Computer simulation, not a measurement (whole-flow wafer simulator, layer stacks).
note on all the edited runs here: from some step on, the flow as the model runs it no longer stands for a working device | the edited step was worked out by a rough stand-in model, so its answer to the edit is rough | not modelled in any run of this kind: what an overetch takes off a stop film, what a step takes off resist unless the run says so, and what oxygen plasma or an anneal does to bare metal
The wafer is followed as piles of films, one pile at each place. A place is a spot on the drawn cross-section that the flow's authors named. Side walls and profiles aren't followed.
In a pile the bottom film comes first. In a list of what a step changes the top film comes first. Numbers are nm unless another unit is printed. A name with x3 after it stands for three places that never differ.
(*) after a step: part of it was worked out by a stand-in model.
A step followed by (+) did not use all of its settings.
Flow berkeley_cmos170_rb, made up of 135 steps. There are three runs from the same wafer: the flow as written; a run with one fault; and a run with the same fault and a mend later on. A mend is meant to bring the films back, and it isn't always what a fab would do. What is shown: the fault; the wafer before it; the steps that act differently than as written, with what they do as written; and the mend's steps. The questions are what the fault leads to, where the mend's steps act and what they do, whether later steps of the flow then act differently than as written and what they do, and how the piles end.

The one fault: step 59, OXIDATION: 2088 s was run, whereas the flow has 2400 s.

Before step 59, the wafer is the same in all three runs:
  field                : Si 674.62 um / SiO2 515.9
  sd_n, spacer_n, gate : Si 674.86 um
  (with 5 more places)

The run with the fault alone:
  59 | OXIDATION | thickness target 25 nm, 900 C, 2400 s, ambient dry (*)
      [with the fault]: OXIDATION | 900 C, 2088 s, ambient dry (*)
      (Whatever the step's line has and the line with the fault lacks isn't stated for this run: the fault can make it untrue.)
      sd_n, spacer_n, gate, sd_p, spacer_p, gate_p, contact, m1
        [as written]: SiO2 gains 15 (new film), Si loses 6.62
        [with the fault]: SiO2 gains 13.8 (new film), Si loses 6.06
  Steps further on in the flow that do not act as written (29 more steps, not shown, differ only slightly: by at most 2% or 0.5 nm, whichever is larger):
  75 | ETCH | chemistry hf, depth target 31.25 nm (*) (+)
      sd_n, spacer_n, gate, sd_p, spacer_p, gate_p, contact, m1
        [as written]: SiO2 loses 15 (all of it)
        [with the fault]: SiO2 loses 13.8 (all of it)
  The piles end only slightly different from the flow's at the places that both follow, by no more than 2% or 0.5 nm, whichever is larger.

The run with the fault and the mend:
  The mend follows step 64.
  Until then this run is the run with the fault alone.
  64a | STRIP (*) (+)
      sd_p
        KrF resist loses 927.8 (all of it)
      spacer_p
        KrF resist loses 911.1 (all of it)
      gate_p
        KrF resist loses 910.2 (all of it)
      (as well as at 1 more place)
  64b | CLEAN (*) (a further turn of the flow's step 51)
      does not change any film at any place that is followed
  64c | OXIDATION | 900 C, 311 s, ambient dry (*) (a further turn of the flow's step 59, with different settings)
      sd_n, spacer_n, gate, sd_p, spacer_p, gate_p, contact, m1
        SiO2 gains 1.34, Si loses 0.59
      field
        SiO2 gains 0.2, Si loses 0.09
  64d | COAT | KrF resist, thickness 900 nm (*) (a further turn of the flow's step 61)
      field
        KrF resist gains 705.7 (new film)
      sd_n
        KrF resist gains 957.4 (new film)
      spacer_n
        KrF resist gains 924.9 (new film)
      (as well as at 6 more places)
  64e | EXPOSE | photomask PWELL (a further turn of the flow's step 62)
      does not change any film at any place that is followed
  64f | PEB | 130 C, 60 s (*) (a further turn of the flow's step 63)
      does not change any film at any place that is followed
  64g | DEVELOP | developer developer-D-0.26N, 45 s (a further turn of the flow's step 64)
      sd_p, spacer_p, gate_p, m1
        KrF resist loses 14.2
      field
        KrF resist loses 705.7 (all of it)
      sd_n
        KrF resist loses 957.4 (all of it)
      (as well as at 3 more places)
  Later steps of the flow that are run all act as written at every place that is followed, up to a difference of at most 2% or 0.5 nm, whichever is larger.
  The piles end only slightly different from the flow's at the places that both follow, by no more than 2% or 0.5 nm, whichever is larger.
